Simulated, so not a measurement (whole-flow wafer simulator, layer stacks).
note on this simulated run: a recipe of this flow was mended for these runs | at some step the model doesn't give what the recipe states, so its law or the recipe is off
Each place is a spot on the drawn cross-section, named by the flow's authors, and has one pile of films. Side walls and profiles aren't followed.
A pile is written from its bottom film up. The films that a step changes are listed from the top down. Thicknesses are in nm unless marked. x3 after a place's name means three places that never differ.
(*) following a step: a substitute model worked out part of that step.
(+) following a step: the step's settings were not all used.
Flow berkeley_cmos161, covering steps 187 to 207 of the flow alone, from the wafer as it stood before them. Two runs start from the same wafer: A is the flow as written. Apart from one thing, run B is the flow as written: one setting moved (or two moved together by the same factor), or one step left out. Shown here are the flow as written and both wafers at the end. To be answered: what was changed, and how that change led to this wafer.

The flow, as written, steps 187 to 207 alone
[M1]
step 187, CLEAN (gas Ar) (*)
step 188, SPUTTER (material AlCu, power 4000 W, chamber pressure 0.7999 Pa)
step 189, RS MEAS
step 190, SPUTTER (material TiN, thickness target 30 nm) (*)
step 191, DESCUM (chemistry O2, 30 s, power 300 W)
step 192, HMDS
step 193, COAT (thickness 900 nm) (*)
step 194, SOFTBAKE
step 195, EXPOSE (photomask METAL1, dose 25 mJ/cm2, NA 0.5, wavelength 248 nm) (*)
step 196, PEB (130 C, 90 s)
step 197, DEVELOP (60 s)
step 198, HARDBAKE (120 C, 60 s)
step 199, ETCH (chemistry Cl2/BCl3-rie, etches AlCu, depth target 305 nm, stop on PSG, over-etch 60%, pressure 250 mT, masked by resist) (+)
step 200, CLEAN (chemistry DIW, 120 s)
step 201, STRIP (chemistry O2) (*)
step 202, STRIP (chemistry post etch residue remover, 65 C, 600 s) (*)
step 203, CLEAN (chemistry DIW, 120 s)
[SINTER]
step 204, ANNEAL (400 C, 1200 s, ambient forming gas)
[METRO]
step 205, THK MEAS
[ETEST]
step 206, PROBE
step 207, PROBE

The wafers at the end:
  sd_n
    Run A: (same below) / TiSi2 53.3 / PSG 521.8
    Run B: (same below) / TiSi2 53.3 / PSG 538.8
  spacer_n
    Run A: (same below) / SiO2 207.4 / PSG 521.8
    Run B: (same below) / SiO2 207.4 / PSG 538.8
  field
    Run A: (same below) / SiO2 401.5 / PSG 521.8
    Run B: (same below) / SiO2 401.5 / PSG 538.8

The reason: step 199, ETCH: depth target 220 nm was run, though the flow has depth target 305 nm.

How this came from the change, step by step:
  step 199, ETCH (chemistry Cl2/BCl3-rie, etches AlCu, depth target 305 nm, stop on PSG, over-etch 60%, pressure 250 mT, masked by resist) (+)
      field, sd_n, spacer_n, gate_n, spacer_p, gate_p: A -30 TiN (all of it), -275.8 AlCu (all of it), -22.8 PSG | B -30 TiN (all of it), -275.8 AlCu (all of it), -5.77 PSG
      contact, m1: A -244 KrF-resist | B -176 KrF-resist
      (as well as at 1 more place)
  step 201, STRIP (chemistry O2) (*)
      contact: A -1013 KrF-resist (all of it) | B -1081 KrF-resist (all of it)
      m1: A -537.5 KrF-resist (all of it) | B -605.5 KrF-resist (all of it)
